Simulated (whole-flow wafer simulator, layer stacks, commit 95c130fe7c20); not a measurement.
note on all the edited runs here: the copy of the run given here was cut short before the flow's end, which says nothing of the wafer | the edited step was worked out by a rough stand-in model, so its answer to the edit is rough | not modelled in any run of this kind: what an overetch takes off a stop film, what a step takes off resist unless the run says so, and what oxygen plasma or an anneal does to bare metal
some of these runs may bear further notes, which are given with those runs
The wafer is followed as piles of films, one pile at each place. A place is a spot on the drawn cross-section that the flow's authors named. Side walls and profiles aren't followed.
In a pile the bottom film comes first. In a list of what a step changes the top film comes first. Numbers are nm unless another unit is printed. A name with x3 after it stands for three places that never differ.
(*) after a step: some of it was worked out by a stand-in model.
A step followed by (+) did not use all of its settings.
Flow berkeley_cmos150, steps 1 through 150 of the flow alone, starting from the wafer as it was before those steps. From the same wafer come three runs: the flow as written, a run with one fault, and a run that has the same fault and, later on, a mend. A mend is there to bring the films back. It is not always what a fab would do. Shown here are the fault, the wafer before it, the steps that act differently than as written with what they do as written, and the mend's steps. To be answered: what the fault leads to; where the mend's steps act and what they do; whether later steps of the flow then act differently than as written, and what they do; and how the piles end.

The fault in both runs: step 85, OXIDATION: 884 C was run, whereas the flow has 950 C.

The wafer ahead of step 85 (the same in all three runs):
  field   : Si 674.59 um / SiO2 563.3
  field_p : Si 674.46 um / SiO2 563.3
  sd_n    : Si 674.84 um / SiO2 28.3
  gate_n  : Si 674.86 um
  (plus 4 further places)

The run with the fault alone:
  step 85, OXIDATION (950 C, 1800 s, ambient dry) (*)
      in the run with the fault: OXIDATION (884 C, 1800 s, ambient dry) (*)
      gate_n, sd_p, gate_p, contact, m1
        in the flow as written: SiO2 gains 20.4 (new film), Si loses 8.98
        in the run with the fault: SiO2 gains 10.6 (new film), Si loses 4.67
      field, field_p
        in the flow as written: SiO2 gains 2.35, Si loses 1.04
        in the run with the fault: SiO2 gains 0.8, Si loses 0.35
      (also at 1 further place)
  Steps further on in the flow that do not act as written (26 more steps, not shown, differ only slightly: by at most 2% or 0.5 nm, whichever is larger):
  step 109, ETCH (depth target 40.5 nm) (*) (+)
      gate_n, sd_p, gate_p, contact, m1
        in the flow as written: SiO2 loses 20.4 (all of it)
        in the run with the fault: SiO2 loses 10.6 (all of it)
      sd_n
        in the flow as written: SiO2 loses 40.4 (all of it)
        in the run with the fault: SiO2 loses 33.7 (all of it)
  At the end the piles are close to the flow's at the places that both follow, differing by at most 2% or 0.5 nm, whichever is larger.

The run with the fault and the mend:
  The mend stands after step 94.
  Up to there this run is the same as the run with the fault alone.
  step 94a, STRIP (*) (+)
      field_p
        KrF resist loses 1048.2 (all of it)
      sd_p
        KrF resist loses 1275.9 (all of it)
      gate_p
        KrF resist loses 1250.3 (all of it)
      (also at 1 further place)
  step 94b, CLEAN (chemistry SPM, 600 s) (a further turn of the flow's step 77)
      alters no film at any place that is followed
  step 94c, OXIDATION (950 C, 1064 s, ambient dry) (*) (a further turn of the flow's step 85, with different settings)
      gate_n, sd_p, gate_p, contact, m1
        SiO2 gains 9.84, Si loses 4.33
      field, field_p
        SiO2 gains 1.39, Si loses 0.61
      sd_n
        SiO2 gains 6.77, Si loses 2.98
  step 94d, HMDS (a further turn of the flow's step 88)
      alters no film at any place that is followed
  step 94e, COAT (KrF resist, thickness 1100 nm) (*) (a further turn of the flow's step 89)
      field
        KrF resist gains 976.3 (new film)
      field_p
        KrF resist gains 1087.8 (new film)
      sd_n
        KrF resist gains 1242.9 (new film)
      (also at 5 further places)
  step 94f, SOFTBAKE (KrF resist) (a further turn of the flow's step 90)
      alters no film at any place that is followed
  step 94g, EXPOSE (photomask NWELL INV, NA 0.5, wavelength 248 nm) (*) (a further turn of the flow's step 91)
      alters no film at any place that is followed
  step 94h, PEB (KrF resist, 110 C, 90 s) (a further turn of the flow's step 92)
      field
        KrF resist loses 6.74
      field_p
        KrF resist loses 7.53
      sd_n
        KrF resist loses 8.63
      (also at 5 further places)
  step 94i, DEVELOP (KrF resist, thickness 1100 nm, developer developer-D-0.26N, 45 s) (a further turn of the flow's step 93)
      field_p, sd_p, gate_p, m1
        KrF resist loses 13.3
      field
        KrF resist loses 969.5 (all of it)
      sd_n
        KrF resist loses 1234.2 (all of it)
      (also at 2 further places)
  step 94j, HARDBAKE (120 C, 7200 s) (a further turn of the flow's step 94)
      field_p
        KrF resist loses 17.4
      sd_p
        KrF resist loses 21.4
      gate_p
        KrF resist loses 20.9
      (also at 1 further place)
  Later steps of the flow that are run all act as written at every place that is followed, up to a difference of at most 2% or 0.5 nm, whichever is larger.
  At the end the piles are close to the flow's at the places that both follow, differing by at most 2% or 0.5 nm, whichever is larger.
